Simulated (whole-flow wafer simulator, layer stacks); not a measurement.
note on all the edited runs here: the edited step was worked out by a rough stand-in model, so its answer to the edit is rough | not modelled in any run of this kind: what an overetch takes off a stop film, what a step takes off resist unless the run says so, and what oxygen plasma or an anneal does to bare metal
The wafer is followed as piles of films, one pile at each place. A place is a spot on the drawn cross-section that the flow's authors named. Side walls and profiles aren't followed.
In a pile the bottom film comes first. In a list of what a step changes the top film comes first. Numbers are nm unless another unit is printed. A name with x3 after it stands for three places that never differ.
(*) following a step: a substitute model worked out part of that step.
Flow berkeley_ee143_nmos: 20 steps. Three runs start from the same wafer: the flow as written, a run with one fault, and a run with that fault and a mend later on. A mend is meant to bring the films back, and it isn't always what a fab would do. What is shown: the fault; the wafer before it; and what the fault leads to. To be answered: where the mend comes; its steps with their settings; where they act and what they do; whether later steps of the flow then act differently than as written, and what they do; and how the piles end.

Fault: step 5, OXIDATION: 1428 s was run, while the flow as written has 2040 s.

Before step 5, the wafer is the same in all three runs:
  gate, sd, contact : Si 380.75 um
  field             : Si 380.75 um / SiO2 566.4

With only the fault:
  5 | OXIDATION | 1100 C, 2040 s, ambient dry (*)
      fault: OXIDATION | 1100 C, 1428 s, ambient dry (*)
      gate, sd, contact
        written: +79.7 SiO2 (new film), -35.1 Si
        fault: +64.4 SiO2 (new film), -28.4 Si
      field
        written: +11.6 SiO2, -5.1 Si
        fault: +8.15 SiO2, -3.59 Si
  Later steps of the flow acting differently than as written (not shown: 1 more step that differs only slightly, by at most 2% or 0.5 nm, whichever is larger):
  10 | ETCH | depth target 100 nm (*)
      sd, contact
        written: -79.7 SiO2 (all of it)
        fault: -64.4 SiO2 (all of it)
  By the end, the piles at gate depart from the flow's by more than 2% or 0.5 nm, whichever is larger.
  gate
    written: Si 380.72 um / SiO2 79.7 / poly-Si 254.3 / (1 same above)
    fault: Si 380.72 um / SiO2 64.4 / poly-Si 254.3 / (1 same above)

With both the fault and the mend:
  The mend stands after step 5.
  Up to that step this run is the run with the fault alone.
  5a | OXIDATION | 1100 C, 612 s, ambient dry (*) (a further turn of the flow's step 5, with different settings)
      gate, sd, contact
        +15.3 SiO2, -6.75 Si
      field
        +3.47 SiO2, -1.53 Si
  None of the later steps of the flow differs from how it acts as written, at any place that is followed, by more than 2% or 0.5 nm, whichever is larger.
  At the end the piles are close to the flow's at the places that both follow, differing by at most 2% or 0.5 nm, whichever is larger.
